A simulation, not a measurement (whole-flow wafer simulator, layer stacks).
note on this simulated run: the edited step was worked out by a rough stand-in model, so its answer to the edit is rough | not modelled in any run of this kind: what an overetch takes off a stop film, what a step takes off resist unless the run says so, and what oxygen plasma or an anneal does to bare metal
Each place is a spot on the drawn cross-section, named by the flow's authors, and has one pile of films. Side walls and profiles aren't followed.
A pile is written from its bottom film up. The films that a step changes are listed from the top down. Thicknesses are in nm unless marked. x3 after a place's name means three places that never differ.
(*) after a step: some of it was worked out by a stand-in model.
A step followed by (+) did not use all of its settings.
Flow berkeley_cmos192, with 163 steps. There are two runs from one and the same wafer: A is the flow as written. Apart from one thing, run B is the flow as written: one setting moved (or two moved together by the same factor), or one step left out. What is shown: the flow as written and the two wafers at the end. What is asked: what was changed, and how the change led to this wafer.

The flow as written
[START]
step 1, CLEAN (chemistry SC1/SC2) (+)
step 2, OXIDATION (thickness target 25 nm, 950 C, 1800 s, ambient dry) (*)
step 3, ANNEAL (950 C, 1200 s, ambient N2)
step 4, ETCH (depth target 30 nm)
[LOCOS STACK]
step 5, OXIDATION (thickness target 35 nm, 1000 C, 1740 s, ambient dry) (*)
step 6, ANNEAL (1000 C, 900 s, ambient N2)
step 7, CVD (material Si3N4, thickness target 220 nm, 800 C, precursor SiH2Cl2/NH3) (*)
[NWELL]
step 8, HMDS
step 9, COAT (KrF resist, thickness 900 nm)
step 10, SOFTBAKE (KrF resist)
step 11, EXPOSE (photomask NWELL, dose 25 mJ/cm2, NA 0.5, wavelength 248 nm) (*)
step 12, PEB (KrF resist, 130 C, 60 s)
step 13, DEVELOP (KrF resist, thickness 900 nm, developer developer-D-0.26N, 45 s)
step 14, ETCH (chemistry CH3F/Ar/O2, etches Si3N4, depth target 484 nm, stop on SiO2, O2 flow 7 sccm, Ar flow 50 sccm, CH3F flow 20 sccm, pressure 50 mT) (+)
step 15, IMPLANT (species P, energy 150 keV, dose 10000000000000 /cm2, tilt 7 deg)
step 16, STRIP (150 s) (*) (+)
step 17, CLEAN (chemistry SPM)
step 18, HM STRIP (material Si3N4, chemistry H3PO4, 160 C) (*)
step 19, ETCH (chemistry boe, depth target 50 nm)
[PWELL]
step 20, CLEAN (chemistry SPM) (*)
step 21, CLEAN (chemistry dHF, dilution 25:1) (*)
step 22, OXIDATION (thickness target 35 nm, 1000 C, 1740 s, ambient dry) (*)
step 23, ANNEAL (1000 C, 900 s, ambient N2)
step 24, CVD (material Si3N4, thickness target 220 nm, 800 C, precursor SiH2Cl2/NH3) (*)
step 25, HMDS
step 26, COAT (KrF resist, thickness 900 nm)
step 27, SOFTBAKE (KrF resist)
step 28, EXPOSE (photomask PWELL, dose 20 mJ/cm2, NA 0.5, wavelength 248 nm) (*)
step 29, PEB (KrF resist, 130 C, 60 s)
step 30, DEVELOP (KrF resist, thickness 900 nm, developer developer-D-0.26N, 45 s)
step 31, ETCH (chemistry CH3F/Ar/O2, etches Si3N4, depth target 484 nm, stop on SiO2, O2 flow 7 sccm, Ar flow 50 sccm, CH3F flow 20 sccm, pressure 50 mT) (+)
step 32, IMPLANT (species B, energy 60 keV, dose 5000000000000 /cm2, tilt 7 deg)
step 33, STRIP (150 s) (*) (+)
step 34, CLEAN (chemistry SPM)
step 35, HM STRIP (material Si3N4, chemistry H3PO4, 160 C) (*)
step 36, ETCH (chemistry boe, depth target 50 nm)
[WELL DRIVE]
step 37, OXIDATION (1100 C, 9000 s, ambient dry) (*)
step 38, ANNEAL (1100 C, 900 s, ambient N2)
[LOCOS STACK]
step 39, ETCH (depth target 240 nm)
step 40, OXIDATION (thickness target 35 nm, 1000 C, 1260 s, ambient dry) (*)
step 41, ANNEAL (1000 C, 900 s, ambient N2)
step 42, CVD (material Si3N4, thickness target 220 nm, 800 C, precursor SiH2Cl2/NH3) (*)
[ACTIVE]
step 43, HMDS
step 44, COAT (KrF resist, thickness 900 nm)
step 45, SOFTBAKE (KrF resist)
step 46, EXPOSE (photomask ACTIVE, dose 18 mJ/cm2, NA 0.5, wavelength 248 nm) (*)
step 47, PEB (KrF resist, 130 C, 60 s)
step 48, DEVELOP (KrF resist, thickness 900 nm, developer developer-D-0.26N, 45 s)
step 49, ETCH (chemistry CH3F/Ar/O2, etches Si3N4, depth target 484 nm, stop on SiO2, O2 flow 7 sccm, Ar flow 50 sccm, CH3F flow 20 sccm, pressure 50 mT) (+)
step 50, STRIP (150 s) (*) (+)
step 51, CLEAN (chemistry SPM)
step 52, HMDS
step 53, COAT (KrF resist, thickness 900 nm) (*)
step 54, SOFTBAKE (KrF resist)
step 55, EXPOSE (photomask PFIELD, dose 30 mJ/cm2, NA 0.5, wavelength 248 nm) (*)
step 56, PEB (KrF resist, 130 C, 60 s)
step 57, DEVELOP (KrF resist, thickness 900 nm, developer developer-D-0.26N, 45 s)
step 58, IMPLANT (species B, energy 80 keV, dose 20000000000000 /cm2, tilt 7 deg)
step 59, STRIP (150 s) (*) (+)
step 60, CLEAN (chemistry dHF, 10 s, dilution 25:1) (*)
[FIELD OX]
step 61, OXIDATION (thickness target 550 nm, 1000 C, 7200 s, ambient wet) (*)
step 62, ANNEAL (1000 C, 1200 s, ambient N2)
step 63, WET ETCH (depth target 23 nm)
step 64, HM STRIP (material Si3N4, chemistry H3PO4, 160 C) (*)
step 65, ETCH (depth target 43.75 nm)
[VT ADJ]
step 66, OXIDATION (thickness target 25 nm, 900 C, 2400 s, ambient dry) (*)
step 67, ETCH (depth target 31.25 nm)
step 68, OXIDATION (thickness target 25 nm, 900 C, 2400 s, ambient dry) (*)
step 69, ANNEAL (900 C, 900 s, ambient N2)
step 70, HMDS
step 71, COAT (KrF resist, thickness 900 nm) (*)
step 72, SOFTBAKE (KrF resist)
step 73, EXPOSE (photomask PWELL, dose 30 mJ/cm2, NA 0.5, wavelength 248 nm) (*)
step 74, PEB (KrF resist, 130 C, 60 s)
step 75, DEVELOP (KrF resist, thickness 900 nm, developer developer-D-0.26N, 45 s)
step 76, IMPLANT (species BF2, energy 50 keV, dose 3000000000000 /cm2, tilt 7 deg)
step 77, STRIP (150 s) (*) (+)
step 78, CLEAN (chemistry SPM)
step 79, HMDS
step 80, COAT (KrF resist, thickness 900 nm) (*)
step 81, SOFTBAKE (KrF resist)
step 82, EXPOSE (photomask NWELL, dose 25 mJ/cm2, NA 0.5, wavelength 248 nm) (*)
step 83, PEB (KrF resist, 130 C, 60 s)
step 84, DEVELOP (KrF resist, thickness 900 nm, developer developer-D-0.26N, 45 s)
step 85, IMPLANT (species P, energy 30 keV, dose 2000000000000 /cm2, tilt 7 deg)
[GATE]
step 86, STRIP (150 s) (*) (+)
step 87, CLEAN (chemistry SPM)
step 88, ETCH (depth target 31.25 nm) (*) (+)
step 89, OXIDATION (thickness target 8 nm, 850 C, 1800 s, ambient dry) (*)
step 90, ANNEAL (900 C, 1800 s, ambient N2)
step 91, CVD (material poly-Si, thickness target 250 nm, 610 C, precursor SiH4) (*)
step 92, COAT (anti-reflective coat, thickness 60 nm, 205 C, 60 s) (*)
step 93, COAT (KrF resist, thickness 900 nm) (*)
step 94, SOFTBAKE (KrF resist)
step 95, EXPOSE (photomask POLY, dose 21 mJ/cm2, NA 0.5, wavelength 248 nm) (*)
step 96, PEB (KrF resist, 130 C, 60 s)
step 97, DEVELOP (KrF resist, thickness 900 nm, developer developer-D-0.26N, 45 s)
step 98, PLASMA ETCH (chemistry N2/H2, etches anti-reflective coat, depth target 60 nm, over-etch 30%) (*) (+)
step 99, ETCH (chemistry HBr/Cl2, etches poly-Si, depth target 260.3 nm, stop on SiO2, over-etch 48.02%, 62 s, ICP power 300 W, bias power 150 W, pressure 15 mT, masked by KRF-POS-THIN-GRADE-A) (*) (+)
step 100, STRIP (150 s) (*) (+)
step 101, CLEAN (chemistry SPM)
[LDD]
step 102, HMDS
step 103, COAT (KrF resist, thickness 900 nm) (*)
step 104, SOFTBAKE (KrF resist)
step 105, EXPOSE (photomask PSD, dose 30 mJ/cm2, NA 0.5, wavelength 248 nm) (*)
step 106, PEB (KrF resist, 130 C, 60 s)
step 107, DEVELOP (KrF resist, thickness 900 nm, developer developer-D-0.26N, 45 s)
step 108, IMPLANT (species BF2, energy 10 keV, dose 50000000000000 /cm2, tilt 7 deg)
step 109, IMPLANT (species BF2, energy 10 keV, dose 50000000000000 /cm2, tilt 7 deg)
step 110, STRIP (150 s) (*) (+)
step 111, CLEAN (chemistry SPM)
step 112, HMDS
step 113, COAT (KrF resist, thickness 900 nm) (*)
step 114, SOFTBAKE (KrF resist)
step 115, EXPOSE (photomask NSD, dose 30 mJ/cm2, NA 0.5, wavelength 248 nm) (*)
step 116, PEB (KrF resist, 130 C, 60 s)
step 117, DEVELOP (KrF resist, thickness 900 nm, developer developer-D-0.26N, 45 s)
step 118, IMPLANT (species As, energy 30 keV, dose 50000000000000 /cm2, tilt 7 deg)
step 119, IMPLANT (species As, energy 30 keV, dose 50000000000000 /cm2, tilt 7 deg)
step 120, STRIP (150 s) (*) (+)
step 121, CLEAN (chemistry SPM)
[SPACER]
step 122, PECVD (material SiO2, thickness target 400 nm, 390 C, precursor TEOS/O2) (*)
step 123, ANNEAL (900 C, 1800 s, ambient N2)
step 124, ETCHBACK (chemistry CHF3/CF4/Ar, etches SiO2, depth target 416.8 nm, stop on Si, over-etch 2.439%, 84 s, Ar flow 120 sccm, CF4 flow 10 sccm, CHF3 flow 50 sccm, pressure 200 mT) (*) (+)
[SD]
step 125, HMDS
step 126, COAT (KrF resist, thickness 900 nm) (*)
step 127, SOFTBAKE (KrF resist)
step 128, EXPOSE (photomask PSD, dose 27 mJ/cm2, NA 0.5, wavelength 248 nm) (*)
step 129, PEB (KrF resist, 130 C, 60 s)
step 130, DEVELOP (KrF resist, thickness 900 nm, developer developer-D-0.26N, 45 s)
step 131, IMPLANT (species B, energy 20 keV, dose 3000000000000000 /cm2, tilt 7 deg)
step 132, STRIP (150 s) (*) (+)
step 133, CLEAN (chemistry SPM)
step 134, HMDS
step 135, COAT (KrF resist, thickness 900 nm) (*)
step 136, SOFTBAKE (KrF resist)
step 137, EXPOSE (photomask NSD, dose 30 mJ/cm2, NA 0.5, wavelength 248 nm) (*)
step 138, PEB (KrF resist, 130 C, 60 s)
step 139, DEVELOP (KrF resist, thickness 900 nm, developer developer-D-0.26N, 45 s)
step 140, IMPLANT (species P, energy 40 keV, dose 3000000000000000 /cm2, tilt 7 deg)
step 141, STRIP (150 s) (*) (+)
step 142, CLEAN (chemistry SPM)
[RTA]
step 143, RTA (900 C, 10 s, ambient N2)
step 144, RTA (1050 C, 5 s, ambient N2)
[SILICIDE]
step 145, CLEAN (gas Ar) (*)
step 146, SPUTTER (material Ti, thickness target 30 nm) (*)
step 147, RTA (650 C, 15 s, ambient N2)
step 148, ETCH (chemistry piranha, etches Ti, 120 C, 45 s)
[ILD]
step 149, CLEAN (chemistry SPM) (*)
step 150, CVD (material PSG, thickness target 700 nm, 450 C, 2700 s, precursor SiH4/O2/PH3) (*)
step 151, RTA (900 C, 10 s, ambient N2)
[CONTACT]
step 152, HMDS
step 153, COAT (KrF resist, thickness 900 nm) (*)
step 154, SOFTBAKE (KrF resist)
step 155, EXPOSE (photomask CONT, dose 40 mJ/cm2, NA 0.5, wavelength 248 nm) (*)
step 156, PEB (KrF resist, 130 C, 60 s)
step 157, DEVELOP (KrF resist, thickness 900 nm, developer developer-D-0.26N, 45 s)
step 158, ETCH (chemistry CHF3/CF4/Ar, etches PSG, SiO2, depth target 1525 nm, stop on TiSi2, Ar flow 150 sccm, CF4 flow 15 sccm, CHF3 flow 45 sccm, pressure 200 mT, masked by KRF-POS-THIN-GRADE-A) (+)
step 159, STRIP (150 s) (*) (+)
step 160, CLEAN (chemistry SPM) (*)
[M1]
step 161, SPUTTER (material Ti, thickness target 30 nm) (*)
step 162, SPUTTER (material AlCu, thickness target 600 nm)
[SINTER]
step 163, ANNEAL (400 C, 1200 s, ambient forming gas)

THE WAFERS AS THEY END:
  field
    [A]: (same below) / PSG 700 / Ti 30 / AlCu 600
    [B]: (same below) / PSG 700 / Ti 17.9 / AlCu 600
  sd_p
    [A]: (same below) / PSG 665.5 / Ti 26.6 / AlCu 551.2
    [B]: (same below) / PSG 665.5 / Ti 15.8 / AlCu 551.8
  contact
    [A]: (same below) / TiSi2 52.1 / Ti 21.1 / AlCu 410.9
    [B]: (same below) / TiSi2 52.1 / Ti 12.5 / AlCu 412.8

What caused this: step 161, SPUTTER: thickness target 17.85 nm was run, while the flow as written has thickness target 30 nm.
The wafer lets one read it off: field has Ti 17.9, and step 161 as written asks for 30 nm.

Step by step, how the change led to this:
  step 161, SPUTTER (material Ti, thickness target 30 nm) (*)
      field, sd_n, spacer_n, gate, spacer_p, gate_p, m1: A Ti gains 30 (new film) | B Ti gains 17.9 (new film)
      sd_p: A Ti gains 26.6 (new film) | B Ti gains 15.8 (new film)
      (also at 1 further place)
